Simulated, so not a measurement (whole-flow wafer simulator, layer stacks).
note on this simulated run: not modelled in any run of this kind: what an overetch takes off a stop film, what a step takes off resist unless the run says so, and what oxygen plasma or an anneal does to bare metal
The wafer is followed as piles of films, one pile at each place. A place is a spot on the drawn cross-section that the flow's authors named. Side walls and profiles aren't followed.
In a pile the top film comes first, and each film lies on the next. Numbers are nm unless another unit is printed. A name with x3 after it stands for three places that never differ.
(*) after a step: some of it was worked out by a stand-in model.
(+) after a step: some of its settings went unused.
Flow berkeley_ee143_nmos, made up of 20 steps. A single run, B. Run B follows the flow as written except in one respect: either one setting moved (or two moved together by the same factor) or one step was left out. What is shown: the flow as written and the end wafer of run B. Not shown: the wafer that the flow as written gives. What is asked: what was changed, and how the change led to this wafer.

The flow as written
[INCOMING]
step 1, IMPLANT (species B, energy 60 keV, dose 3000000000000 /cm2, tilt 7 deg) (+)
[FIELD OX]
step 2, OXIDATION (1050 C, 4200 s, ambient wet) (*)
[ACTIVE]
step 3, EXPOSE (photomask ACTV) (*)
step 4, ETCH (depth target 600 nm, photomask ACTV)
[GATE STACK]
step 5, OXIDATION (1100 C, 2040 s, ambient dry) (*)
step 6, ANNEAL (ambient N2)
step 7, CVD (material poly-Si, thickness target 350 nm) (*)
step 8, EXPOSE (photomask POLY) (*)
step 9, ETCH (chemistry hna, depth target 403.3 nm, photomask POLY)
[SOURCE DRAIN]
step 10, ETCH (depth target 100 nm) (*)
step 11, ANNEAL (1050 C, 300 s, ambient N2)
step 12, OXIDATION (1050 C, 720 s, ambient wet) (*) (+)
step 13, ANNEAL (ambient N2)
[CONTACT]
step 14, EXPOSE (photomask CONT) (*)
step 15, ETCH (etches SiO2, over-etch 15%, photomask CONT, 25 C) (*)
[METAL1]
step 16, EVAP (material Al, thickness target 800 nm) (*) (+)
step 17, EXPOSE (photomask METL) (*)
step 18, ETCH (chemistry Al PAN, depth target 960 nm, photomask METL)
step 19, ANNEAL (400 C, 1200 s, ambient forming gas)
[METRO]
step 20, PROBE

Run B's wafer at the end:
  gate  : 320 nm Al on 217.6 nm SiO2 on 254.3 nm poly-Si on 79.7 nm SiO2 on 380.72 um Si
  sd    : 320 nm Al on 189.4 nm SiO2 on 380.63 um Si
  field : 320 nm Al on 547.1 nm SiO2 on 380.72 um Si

The reason: step 18, ETCH: depth target 480 nm was run, though the flow has depth target 960 nm.

Step by step, how the change led to this:
  step 18, ETCH (chemistry Al PAN, depth target 960 nm, photomask METL)
      gate, sd, field: -480 Al (as written it would have been: -800 Al (all of it))
If metal films that touch count as one body, gate has 1 body; the flow as written gives 0 bodies.
If metal films that touch count as one body, sd has 1 body; the flow as written gives 0 bodies.
If metal films that touch count as one body, field has 1 body; the flow as written gives 0 bodies.
